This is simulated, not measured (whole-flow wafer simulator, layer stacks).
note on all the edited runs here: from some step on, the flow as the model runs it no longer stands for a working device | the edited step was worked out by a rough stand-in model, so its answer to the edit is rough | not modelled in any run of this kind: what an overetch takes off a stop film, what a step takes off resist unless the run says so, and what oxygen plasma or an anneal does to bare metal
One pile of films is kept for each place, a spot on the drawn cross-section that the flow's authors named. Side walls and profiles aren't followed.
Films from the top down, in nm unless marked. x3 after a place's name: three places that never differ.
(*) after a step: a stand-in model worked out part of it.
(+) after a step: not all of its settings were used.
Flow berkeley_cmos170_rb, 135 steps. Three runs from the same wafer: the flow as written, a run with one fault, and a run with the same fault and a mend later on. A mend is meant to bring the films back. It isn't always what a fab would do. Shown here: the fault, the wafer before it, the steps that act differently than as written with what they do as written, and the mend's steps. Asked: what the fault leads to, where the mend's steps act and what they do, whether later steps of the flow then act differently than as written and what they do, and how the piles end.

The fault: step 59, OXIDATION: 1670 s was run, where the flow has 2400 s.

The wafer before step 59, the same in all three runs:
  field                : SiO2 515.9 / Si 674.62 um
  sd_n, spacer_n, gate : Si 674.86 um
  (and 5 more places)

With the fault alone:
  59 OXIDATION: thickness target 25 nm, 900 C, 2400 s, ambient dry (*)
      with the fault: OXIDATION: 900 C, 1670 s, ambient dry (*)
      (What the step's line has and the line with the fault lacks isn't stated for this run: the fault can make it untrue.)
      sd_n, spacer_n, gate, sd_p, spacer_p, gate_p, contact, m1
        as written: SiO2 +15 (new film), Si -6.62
        with the fault: SiO2 +12 (new film), Si -5.26
  Later steps of the flow that act differently than as written (30 more steps differ only slightly, by at most 2% or 0.5 nm, whichever is larger, and aren't shown):
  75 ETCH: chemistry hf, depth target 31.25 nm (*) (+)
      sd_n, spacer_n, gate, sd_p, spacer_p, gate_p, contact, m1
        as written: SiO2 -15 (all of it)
        with the fault: SiO2 -12 (all of it)
  At the end the piles differ from the flow's only slightly at the places that both follow, by at most 2% or 0.5 nm, whichever is larger.

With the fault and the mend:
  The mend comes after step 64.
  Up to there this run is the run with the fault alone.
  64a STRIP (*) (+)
      sd_p
        KrF resist -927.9 (all of it)
      spacer_p
        KrF resist -911.1 (all of it)
      gate_p
        KrF resist -910.3 (all of it)
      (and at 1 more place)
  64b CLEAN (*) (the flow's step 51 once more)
      changes no film at any place that is followed
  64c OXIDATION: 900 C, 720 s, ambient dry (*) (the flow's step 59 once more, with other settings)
      sd_n, spacer_n, gate, sd_p, spacer_p, gate_p, contact, m1
        SiO2 +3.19, Si -1.4
      field
        SiO2 +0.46, Si -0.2
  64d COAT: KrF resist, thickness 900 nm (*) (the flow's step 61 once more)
      field
        KrF resist +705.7 (new film)
      sd_n
        KrF resist +957.4 (new film)
      spacer_n
        KrF resist +924.9 (new film)
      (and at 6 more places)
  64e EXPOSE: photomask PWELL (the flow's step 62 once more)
      changes no film at any place that is followed
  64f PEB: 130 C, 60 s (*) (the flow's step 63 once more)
      changes no film at any place that is followed
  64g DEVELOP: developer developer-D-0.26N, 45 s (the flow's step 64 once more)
      sd_p, spacer_p, gate_p, m1
        KrF resist -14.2
      field
        KrF resist -705.7 (all of it)
      sd_n
        KrF resist -957.4 (all of it)
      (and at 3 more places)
  No later step of the flow acts differently than as written, at any place that is followed, by more than 2% or 0.5 nm, whichever is larger.
  At the end the piles differ from the flow's only slightly at the places that both follow, by at most 2% or 0.5 nm, whichever is larger.
